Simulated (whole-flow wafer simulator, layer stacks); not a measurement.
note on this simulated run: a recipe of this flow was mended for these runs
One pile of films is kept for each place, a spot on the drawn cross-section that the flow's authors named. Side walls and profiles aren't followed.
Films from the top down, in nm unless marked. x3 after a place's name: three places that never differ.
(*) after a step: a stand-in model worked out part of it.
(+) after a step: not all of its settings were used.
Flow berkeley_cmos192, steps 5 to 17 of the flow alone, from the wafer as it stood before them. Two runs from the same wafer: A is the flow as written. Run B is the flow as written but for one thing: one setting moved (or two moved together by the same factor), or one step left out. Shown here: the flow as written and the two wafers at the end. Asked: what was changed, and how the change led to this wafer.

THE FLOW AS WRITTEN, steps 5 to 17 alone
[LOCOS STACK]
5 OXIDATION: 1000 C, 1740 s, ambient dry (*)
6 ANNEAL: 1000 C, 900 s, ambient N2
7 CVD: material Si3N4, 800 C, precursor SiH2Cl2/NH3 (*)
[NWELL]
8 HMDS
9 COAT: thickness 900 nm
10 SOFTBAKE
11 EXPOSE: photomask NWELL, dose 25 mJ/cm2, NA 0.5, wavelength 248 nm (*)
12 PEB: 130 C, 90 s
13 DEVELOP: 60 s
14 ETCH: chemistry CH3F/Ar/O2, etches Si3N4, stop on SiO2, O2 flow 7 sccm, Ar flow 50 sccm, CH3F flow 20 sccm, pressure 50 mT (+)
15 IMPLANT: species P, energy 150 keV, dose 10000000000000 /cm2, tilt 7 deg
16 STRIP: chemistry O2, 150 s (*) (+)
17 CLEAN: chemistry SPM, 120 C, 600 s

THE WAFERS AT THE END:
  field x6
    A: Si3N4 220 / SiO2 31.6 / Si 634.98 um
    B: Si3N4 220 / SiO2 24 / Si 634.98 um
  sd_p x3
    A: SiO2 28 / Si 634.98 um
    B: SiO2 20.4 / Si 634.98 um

The cause: step 5, OXIDATION: 1044 s was run, where the flow has 1740 s.

How the change led to this, step by step:
  5 OXIDATION: 1000 C, 1740 s, ambient dry (*)
      field x6, sd_p x3: A SiO2 +31.6 (new film), Si -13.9 | B SiO2 +24 (new film), Si -10.6
